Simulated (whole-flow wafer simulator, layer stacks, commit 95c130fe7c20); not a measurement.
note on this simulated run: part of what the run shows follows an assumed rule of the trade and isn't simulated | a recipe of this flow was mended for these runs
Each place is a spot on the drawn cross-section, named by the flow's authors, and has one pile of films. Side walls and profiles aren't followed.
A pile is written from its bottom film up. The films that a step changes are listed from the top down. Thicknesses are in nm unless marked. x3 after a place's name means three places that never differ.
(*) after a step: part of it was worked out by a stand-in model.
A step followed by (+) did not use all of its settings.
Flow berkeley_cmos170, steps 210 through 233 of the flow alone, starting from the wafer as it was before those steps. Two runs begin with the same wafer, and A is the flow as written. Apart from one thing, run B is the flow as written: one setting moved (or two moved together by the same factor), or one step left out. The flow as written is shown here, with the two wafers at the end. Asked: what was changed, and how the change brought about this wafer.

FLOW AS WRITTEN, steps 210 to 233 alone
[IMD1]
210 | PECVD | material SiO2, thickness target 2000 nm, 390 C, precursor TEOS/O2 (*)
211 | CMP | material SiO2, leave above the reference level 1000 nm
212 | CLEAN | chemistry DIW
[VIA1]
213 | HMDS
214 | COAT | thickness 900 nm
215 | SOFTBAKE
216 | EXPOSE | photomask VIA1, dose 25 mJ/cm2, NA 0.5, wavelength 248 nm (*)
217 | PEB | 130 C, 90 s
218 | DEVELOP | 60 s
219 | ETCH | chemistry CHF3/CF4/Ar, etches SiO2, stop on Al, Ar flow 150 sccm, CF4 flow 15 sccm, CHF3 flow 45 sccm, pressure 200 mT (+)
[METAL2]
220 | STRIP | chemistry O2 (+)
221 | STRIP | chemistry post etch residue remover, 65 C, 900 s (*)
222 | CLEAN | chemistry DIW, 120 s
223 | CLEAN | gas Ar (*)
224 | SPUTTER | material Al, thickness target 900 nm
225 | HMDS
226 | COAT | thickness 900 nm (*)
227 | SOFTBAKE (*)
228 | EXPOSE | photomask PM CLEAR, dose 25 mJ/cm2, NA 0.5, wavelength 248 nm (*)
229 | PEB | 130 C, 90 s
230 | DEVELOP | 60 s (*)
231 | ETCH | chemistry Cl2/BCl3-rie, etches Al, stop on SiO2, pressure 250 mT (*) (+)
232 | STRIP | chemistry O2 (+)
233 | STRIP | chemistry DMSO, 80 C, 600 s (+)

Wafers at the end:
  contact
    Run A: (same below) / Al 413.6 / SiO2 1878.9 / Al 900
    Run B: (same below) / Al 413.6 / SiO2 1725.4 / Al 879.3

The reason: step 210, PECVD: thickness target 1775 nm was run, though the flow has thickness target 2000 nm.

The path from the change to this, step by step:
  210 | PECVD | material SiO2, thickness target 2000 nm, 390 C, precursor TEOS/O2 (*)
      field, mark, sd_n and 8 more: A SiO2 gains 2000 (new film) | B SiO2 gains 1775 (new film)
      sd_p: A SiO2 gains 1975.9 (new film) | B SiO2 gains 1754.1 (new film)
      (and at 1 other place as well)
  211 | CMP | material SiO2, leave above the reference level 1000 nm
      contact: A SiO2 loses 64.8 | B nothing
      m1, via1, m2, via2: A SiO2 loses 1000 | B SiO2 loses 775
      (and at 8 other places as well)
  214 | COAT | thickness 900 nm
      contact: A KrF-resist gains 900 (new film) | B KrF-resist gains 1040.2 (new film)
  220 | STRIP | chemistry O2 (+)
      contact: A KrF-resist loses 607.6 (all of it) | B KrF-resist loses 747.5 (all of it)
  224 | SPUTTER | material Al, thickness target 900 nm
      contact: A Al gains 900 (new film) | B Al gains 879.3 (new film)
  226 | COAT | thickness 900 nm (*)
      contact: A KrF-resist gains 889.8 (new film) | B KrF-resist gains 1041.1 (new film)
  232 | STRIP | chemistry O2 (+)
      sd_n: A KrF-resist loses 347 (all of it) | B KrF-resist loses 332.4 (all of it)
      contact: A KrF-resist loses 339.5 (all of it) | B KrF-resist loses 490.5 (all of it)
